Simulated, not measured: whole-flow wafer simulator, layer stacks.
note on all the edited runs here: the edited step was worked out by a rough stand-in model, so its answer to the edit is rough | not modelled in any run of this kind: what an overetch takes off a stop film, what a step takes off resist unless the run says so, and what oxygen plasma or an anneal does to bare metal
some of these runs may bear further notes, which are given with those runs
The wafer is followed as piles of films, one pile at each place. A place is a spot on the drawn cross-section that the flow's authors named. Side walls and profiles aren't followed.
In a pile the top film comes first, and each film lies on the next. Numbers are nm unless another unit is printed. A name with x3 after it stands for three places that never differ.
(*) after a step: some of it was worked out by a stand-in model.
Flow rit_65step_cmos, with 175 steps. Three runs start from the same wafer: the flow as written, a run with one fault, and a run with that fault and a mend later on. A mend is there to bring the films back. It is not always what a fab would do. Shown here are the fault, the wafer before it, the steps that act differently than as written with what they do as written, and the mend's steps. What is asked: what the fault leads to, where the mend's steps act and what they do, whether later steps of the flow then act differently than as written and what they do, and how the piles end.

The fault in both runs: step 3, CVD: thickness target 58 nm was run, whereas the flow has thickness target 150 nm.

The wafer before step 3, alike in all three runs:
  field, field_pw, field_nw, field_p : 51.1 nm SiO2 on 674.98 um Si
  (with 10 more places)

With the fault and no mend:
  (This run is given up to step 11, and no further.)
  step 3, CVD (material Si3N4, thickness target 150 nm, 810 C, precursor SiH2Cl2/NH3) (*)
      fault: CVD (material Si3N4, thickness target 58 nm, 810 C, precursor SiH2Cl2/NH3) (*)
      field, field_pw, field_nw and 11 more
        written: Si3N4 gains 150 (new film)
        fault: Si3N4 gains 58 (new film)
  Every later step of the flow up to step 11 that is run acts as written at every place that is followed.
  The piles after step 11 differ from the flow's at field, field_pw, field_nw and 11 more by more than 2% or 0.5 nm, whichever is larger.
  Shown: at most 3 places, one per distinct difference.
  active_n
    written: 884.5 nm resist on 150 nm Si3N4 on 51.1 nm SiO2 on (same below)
    fault: 884.5 nm resist on 58 nm Si3N4 on 51.1 nm SiO2 on (same below)
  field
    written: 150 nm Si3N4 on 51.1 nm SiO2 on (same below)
    fault: 58 nm Si3N4 on 51.1 nm SiO2 on (same below)

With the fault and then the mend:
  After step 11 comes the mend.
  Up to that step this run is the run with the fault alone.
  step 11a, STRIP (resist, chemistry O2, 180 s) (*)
      active_n, active_p, gate_n and 7 more
        resist loses 884.5 (all of it)
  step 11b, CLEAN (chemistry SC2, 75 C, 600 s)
      alters no film at any place that is followed
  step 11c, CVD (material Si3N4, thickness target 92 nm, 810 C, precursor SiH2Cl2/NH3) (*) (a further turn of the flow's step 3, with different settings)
      field, field_pw, field_nw and 11 more
        Si3N4 gains 92
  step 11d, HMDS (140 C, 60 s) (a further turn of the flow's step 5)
      alters no film at any place that is followed
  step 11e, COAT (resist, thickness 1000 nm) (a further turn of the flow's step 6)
      field, field_pw, field_nw and 11 more
        resist gains 1000 (new film)
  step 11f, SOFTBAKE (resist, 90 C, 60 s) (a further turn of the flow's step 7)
      alters no film at any place that is followed
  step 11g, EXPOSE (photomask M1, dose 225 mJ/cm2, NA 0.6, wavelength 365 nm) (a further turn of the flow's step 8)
      alters no film at any place that is followed
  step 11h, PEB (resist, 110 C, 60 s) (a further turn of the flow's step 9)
      field, field_pw, field_nw and 11 more
        resist loses 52
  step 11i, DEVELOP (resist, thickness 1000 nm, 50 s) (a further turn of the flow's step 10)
      field, field_pw, field_nw, field_p
        resist loses 948 (all of it)
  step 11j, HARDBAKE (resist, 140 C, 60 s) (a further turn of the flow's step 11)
      active_n, active_p, gate_n and 7 more
        resist loses 63.5
  Every later step of the flow that is run acts as written at every place that is followed.
  By the end, the piles equal the flow's at every place that both follow.
